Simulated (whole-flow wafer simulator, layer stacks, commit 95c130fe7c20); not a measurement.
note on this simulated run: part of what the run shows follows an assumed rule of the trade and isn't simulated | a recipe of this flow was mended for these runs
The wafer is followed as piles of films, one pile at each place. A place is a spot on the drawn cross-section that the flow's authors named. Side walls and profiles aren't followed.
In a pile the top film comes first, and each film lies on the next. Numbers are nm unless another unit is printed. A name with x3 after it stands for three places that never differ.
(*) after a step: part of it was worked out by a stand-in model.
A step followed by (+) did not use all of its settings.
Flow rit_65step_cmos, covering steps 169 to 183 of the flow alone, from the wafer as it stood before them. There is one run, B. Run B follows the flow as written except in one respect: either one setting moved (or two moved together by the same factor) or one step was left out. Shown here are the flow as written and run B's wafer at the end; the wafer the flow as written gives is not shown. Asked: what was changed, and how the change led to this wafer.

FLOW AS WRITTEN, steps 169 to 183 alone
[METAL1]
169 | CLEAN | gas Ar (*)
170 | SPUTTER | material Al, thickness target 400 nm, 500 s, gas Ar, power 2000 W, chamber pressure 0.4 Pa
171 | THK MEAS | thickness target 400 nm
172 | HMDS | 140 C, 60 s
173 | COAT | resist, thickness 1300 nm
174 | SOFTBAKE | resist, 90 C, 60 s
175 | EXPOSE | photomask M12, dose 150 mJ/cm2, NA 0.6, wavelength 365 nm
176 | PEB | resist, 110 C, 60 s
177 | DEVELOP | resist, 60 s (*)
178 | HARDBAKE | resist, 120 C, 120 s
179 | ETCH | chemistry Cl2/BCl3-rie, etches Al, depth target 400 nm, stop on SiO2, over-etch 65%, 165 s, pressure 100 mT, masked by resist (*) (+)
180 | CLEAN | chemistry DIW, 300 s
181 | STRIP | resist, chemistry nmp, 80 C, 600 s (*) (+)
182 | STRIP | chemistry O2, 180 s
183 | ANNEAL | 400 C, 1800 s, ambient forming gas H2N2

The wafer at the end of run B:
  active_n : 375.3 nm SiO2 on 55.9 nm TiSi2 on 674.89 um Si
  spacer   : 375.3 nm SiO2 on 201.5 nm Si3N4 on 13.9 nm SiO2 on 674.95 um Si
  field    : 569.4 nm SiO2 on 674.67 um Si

The reason: step 170, SPUTTER: 650 s was run, while the flow as written has 500 s.

The path from the change to this, step by step:
  170 | SPUTTER | material Al, thickness target 400 nm, 500 s, gas Ar, power 2000 W, chamber pressure 0.4 Pa
      field, field_pw, field_nw and 10 more: +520 Al (new film) (in the flow as written it would be: +400 Al (new film))
      contact: +322.8 Al (new film) (in the flow as written it would be: +255.4 Al (new film))
  173 | COAT | resist, thickness 1300 nm
      contact: +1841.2 resist (new film) (in the flow as written it would be: +1785.1 resist (new film))
  176 | PEB | resist, 110 C, 60 s
      contact: -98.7 resist (in the flow as written it would be: -95.5 resist)
  178 | HARDBAKE | resist, 120 C, 120 s
      contact: -64.3 resist (in the flow as written it would be: -62.1 resist)
  179 | ETCH | chemistry Cl2/BCl3-rie, etches Al, depth target 400 nm, stop on SiO2, over-etch 65%, 165 s, pressure 100 mT, masked by resist (*) (+)
      field, field_pw, field_nw and 9 more: -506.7 Al (all of it), -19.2 SiO2 (in the flow as written it would be: -386.7 Al (all of it), -34.2 SiO2)
  181 | STRIP | resist, chemistry nmp, 80 C, 600 s (*) (+)
      contact: -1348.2 resist (all of it) (in the flow as written it would be: -1297.5 resist (all of it))
